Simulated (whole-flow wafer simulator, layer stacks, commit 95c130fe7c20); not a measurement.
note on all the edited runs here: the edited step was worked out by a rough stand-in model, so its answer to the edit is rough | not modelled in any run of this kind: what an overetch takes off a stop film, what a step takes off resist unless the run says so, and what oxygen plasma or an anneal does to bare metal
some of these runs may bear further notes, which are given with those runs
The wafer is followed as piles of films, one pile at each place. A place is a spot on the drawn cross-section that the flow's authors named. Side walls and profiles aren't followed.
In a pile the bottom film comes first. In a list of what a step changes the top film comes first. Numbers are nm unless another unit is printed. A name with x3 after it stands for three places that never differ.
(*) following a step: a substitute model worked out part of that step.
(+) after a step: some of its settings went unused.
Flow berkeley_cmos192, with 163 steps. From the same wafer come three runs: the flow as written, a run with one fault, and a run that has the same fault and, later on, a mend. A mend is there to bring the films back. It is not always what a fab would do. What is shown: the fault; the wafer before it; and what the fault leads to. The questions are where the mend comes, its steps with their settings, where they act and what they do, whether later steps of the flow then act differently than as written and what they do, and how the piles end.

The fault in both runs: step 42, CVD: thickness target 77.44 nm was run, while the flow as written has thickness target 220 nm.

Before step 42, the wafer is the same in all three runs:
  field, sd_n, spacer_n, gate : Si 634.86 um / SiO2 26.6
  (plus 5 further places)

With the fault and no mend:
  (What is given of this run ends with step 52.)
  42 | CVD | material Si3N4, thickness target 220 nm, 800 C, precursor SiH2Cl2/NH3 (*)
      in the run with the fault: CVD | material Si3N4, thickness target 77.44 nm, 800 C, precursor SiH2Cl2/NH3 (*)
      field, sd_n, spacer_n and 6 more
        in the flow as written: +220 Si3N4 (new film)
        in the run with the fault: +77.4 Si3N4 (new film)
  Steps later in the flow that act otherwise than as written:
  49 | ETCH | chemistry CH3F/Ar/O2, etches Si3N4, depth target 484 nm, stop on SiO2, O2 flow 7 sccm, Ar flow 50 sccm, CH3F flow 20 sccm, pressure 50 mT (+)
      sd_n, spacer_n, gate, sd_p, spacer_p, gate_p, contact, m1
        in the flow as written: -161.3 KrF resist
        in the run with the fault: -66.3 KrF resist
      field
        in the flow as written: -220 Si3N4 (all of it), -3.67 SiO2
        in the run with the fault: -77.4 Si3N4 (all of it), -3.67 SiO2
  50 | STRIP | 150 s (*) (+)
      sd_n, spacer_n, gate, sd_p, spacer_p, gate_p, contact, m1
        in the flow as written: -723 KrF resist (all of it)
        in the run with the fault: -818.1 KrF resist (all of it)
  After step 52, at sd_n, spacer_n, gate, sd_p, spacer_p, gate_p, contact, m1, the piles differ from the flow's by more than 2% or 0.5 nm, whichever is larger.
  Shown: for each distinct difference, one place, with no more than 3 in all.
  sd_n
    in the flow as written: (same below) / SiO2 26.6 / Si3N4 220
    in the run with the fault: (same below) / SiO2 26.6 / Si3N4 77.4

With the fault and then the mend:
  After step 42 comes the mend.
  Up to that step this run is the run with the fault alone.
  42a | ETCH | chemistry h3po4, depth target 89.06 nm
      field, sd_n, spacer_n and 6 more
        -77.4 Si3N4 (all of it)
  42b | CLEAN | chemistry SPM (the flow's step 34 again)
      leaves every film unchanged at each place that is followed
  42c | CVD | material Si3N4, thickness target 220 nm, 800 C, precursor SiH2Cl2/NH3 (*) (the flow's step 42 again)
      field, sd_n, spacer_n and 6 more
        +220 Si3N4 (new film)
  Later steps of the flow that are run all act as written at every place that is followed.
  At every place that both follow, the piles at the end match the flow's.
